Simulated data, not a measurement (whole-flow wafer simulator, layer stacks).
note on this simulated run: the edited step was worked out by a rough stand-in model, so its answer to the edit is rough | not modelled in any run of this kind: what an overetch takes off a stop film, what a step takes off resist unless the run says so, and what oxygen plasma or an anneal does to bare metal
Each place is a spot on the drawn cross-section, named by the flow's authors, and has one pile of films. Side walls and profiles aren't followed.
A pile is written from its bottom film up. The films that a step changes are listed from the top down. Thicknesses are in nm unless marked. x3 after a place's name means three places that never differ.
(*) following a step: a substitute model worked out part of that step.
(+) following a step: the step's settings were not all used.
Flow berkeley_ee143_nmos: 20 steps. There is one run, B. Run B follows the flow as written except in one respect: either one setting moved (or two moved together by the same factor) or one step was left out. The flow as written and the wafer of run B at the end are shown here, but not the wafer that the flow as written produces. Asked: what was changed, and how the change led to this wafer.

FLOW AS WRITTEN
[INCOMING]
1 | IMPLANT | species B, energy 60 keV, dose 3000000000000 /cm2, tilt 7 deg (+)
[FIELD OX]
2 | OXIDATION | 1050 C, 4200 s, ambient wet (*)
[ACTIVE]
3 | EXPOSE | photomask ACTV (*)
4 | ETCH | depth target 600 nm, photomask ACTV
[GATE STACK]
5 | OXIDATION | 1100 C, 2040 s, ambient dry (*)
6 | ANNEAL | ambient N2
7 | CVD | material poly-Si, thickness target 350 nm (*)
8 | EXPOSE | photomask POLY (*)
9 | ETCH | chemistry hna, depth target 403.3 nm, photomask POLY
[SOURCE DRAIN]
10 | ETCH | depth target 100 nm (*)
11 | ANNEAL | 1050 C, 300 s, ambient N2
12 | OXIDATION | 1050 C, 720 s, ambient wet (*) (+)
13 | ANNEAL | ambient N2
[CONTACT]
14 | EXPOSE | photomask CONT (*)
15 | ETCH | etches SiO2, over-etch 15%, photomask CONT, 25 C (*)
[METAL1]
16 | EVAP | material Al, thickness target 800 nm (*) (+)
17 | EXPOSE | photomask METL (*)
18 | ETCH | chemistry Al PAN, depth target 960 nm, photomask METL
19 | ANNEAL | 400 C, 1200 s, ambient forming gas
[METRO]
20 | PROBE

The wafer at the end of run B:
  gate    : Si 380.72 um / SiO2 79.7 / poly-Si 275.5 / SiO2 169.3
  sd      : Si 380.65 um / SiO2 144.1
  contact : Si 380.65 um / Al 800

Cause: step 12, OXIDATION: 495 s was run, while the flow as written has 720 s.

How this came from the change, step by step:
  12 | OXIDATION | 1050 C, 720 s, ambient wet (*) (+)
      sd, contact: +144.1 SiO2 (new film), -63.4 Si (in the flow as written it would be: +189.4 SiO2 (new film), -83.4 Si)
      gate: +169.3 SiO2 (new film), -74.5 poly-Si (in the flow as written it would be: +217.6 SiO2 (new film), -95.7 poly-Si)
      (as well as at 1 more place)
  15 | ETCH | etches SiO2, over-etch 15%, photomask CONT, 25 C (*)
      contact: -144.1 SiO2 (all of it) (in the flow as written it would be: -189.4 SiO2 (all of it))
